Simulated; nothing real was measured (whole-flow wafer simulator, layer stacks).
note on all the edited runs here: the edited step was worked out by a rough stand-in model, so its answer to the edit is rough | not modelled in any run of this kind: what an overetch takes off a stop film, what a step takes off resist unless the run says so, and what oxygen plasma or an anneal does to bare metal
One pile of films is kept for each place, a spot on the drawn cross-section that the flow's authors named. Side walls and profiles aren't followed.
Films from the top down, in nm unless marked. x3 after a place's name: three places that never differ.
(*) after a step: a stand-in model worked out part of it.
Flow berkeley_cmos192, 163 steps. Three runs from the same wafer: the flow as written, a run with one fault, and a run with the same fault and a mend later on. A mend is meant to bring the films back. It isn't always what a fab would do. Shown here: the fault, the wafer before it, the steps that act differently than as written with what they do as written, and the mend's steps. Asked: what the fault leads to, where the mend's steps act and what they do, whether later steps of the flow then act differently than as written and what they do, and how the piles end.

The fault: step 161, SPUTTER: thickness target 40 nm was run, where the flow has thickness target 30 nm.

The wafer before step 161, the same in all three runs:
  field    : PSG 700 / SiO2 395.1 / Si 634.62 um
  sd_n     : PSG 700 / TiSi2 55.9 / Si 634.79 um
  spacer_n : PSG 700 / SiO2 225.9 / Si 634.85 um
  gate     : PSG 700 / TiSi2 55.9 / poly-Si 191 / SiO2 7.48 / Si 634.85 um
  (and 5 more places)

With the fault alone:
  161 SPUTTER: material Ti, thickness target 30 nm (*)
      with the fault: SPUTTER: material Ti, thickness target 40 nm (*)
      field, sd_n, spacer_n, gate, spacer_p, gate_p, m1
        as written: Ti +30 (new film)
        with the fault: Ti +40 (new film)
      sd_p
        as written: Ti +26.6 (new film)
        with the fault: Ti +35.5 (new film)
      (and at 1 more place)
  No later step of the flow acts differently than as written, at any place that is followed, by more than 2% or 0.5 nm, whichever is larger.
  At the end the piles differ from the flow's by more than 2% or 0.5 nm, whichever is larger, at field, sd_n, spacer_n and 6 more.
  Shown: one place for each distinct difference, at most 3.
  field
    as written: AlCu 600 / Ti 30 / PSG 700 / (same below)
    with the fault: AlCu 600 / Ti 40 / PSG 700 / (same below)
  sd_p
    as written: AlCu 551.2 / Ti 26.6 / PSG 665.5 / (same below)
    with the fault: AlCu 550.7 / Ti 35.5 / PSG 665.5 / (same below)
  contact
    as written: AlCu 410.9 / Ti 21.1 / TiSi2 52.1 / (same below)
    with the fault: AlCu 409.3 / Ti 28.1 / TiSi2 52.1 / (same below)

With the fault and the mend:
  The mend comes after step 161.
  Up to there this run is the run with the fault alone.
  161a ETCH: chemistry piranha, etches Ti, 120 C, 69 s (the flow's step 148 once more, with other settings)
      field, sd_n, spacer_n, gate, spacer_p, gate_p, m1
        Ti -40 (all of it)
      sd_p
        Ti -35.5 (all of it)
      contact
        Ti -28.1 (all of it), TiSi2 -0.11
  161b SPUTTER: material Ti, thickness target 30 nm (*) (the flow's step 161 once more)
      field, sd_n, spacer_n, gate, spacer_p, gate_p, m1
        Ti +30 (new film)
      sd_p
        Ti +26.6 (new film)
      contact
        Ti +21.1 (new film)
  No later step of the flow acts differently than as written at any place that is followed.
  At the end the piles differ from the flow's only slightly at the places that both follow, by at most 2% or 0.5 nm, whichever is larger.
